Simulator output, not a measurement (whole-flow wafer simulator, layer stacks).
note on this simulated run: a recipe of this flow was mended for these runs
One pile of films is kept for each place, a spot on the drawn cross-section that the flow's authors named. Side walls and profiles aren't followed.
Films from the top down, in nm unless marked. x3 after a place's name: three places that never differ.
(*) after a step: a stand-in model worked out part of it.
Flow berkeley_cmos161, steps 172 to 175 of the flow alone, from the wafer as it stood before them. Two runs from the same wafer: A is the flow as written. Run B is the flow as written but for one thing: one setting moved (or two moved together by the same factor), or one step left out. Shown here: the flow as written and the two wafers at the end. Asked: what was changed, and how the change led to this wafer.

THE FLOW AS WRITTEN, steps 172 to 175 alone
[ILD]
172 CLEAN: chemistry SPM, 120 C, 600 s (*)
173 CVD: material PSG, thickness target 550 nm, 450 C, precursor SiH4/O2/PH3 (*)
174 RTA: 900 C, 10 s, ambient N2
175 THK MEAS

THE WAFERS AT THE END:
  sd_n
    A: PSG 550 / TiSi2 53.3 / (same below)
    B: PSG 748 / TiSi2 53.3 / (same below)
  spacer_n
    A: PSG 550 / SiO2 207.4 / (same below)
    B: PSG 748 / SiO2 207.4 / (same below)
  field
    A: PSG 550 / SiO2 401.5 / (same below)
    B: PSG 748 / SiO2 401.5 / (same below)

The cause: step 173, CVD: thickness target 748 nm was run, where the flow has thickness target 550 nm.
It can be read off the wafer: sd_n has PSG 748, and step 173 as written asks for 550 nm.

How the change led to this, step by step:
  173 CVD: material PSG, thickness target 550 nm, 450 C, precursor SiH4/O2/PH3 (*)
      field, sd_n, spacer_n, gate_n, spacer_p, gate_p, contact x2: A PSG +550 (new film) | B PSG +748 (new film)
      sd_p: A PSG +522.4 (new film) | B PSG +706.8 (new film)
